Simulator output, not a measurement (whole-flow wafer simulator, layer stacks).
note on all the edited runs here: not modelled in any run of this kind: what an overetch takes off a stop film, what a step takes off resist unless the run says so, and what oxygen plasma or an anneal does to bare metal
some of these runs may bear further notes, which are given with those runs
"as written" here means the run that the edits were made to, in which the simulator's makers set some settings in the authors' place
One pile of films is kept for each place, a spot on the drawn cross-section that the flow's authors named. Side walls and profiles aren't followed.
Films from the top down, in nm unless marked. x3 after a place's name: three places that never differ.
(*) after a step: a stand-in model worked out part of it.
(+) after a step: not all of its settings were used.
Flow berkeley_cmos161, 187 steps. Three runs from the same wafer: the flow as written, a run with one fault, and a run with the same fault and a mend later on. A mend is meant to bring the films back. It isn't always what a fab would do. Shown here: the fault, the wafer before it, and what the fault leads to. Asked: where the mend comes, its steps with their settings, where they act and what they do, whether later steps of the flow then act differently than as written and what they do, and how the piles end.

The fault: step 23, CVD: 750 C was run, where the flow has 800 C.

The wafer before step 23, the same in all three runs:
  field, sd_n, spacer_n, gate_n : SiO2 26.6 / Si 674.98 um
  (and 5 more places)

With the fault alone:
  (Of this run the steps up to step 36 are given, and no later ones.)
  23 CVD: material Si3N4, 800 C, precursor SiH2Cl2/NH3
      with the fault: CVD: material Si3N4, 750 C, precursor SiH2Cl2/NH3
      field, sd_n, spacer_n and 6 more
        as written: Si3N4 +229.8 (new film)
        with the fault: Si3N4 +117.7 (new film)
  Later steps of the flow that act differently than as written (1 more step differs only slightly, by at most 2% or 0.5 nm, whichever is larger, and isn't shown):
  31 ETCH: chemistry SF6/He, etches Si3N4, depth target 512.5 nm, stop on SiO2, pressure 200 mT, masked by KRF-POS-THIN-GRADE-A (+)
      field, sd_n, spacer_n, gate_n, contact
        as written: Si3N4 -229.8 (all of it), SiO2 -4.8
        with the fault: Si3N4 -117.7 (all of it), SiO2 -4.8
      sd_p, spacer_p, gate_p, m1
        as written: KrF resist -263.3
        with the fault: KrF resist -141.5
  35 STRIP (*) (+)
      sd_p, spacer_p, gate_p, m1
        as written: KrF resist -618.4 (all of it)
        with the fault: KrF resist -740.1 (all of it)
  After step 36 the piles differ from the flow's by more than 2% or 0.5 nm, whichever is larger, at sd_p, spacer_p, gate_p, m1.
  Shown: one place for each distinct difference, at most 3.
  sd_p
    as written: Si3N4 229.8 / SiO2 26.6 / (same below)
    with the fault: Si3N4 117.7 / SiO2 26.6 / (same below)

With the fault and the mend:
  The mend comes after step 23.
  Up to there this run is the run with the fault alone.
  23a CVD: material Si3N4, 800 C, precursor SiH2Cl2/NH3 (the flow's step 23 once more, with other settings that aren't printed)
      field, sd_n, spacer_n and 6 more
        Si3N4 +112
  No later step of the flow acts differently than as written, at any place that is followed, by more than 2% or 0.5 nm, whichever is larger.
  At the end the piles are the same as the flow's at every place that both follow.
